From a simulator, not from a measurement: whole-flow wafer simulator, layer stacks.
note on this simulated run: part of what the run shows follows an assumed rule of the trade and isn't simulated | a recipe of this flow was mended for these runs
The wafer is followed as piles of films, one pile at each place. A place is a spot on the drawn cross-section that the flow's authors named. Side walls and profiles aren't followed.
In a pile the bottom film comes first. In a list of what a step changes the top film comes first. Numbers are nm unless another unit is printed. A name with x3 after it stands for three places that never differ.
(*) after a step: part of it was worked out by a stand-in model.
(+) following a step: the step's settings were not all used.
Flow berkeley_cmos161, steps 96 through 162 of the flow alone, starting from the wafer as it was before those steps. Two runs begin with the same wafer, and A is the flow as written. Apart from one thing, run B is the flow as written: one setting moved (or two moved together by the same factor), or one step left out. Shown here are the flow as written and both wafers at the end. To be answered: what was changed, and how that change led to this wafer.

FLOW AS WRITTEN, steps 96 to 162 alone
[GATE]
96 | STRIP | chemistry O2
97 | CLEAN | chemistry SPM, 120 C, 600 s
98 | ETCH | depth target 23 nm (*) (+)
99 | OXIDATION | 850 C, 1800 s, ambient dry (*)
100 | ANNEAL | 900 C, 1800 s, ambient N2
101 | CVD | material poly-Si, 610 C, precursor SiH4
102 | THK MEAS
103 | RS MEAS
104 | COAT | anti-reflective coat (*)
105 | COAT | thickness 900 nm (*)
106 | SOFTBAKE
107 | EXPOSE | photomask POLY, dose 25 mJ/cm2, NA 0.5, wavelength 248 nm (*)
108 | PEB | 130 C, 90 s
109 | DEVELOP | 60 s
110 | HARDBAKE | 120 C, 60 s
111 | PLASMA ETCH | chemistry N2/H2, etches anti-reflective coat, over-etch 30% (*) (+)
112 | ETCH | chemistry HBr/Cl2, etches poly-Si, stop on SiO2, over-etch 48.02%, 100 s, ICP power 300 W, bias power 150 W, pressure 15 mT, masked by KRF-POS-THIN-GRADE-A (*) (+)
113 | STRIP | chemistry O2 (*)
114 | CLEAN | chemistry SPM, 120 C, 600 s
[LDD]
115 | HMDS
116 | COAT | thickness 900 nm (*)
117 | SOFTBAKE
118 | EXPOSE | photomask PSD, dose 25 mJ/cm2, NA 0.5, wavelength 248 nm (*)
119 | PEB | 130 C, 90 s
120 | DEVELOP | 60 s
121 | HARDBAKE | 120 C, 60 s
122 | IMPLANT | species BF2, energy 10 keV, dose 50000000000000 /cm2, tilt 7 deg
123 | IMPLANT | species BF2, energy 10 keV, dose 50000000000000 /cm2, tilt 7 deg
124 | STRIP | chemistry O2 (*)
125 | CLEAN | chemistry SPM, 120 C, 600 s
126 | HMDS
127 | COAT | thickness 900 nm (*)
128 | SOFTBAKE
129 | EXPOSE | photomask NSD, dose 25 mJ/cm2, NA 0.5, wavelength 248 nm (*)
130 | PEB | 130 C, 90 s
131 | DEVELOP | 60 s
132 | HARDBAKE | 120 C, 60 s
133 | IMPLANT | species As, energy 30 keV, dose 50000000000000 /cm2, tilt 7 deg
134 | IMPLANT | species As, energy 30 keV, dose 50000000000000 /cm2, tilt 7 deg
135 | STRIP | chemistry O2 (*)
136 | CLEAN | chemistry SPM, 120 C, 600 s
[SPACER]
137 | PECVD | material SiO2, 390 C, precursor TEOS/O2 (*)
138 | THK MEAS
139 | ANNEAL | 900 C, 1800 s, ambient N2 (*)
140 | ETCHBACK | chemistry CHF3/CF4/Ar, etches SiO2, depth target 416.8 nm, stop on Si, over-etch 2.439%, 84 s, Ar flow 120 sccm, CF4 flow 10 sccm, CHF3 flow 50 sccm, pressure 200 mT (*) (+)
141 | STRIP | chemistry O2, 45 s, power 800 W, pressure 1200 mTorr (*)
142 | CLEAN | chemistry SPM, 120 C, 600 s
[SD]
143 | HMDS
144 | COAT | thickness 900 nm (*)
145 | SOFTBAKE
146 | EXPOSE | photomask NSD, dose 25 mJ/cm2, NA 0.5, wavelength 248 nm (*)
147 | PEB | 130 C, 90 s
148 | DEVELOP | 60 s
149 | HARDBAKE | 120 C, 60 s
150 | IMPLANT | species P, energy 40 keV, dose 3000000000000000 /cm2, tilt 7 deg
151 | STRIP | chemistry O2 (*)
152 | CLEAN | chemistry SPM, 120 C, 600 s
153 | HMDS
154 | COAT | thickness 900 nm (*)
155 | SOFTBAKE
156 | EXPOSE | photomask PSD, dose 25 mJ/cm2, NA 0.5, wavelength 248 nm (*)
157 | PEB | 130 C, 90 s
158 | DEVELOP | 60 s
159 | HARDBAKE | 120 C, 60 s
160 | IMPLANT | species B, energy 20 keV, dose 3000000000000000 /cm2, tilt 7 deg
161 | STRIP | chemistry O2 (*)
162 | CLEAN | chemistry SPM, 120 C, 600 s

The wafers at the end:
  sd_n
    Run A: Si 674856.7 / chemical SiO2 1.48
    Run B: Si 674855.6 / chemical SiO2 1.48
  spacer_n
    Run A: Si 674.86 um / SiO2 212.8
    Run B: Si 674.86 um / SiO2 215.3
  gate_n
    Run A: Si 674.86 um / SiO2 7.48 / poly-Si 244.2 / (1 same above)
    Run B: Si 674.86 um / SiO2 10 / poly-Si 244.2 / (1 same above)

The reason: step 99, OXIDATION: 2880 s was run, while the flow as written has 1800 s.

Step by step, how the change led to this:
  99 | OXIDATION | 850 C, 1800 s, ambient dry (*)
      sd_n, spacer_n, gate_n, sd_p, spacer_p, gate_p, contact, m1: A +7.48 SiO2 (new film), -3.29 Si | B +10 SiO2 (new film), -4.4 Si
